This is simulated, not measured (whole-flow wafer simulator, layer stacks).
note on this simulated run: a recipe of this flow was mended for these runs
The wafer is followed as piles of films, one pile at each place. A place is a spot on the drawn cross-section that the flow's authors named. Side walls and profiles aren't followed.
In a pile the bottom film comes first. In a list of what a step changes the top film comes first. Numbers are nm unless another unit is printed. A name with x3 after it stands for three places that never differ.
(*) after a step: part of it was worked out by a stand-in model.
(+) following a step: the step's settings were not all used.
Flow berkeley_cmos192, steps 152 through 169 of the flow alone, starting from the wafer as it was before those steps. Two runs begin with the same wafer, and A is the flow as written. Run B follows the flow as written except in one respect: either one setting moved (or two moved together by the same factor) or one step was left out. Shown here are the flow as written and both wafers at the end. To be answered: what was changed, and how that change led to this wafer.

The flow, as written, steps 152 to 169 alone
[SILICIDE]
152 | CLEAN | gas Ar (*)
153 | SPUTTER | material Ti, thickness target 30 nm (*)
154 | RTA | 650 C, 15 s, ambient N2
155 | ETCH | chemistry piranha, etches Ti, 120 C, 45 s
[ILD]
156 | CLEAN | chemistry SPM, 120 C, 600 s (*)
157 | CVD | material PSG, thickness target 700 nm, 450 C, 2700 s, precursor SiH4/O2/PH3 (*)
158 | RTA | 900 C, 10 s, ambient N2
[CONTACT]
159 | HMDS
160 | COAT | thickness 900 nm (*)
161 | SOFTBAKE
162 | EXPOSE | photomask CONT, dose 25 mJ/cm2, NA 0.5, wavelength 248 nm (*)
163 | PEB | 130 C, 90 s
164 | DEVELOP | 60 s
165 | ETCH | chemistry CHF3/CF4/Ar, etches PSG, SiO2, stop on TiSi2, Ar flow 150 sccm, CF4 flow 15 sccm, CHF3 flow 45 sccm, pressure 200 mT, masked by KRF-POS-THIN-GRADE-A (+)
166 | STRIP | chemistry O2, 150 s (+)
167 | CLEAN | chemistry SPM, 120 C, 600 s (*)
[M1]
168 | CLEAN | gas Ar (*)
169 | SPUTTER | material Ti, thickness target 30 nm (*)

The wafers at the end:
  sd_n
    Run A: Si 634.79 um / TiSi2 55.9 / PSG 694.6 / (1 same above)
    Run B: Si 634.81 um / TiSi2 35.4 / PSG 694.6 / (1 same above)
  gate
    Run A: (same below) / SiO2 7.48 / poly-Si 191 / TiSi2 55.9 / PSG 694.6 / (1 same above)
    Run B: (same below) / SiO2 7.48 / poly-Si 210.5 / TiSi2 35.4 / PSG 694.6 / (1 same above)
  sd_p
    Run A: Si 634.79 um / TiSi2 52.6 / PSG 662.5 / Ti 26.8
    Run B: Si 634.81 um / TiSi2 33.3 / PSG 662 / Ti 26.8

What caused this: step 153, SPUTTER: thickness target 19 nm was run, though the flow has thickness target 30 nm.

How this came from the change, step by step:
  153 | SPUTTER | material Ti, thickness target 30 nm (*)
      field, sd_n, spacer_n, gate, spacer_p, gate_p, contact, m1: A Ti gains 30 (new film) | B Ti gains 19 (new film)
      sd_p: A Ti gains 28.2 (new film) | B Ti gains 17.9 (new film)
  154 | RTA | 650 C, 15 s, ambient N2
      sd_n, contact, m1: A Ti loses 23.4, TiSi first gains 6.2 (new film), TiSi2 C49 gains 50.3 (new film), Si loses 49 | B Ti loses 14.8, TiSi2 C49 gains 37.7 (new film), Si loses 33.6
      gate, gate_p: A Ti loses 23.4, TiSi first gains 6.2 (new film), TiSi2 C49 gains 50.3 (new film), poly-Si loses 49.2 | B Ti loses 14.8, TiSi2 C49 gains 37.7 (new film), poly-Si loses 33.8
      (as well as at 1 more place)
  155 | ETCH | chemistry piranha, etches Ti, 120 C, 45 s
      sd_n, gate, gate_p, contact, m1: A Ti loses 6.6 (all of it), TiSi first loses 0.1 | B Ti loses 4.18 (all of it), TiSi2 C49 loses 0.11
      sd_p: A Ti loses 6.21 (all of it), TiSi first loses 0.1 | B Ti loses 3.93 (all of it), TiSi2 C49 loses 0.11
      (as well as at 3 more places)
  158 | RTA | 900 C, 10 s, ambient N2
      sd_n, contact, m1: A under 1 film: TiSi2 gains 55.9 (new film), TiSi first loses 6.09 (all of it), TiSi2 C49 loses 50.3 (all of it), Si loses 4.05 | B under 1 film: TiSi2 gains 35.4 (new film), TiSi2 C49 loses 37.6 (all of it)
      gate, gate_p: A under 1 film: TiSi2 gains 55.9 (new film), TiSi first loses 6.09 (all of it), TiSi2 C49 loses 50.3 (all of it), poly-Si loses 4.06 | B under 1 film: TiSi2 gains 35.4 (new film), TiSi2 C49 loses 37.6 (all of it)
      (as well as at 1 more place)
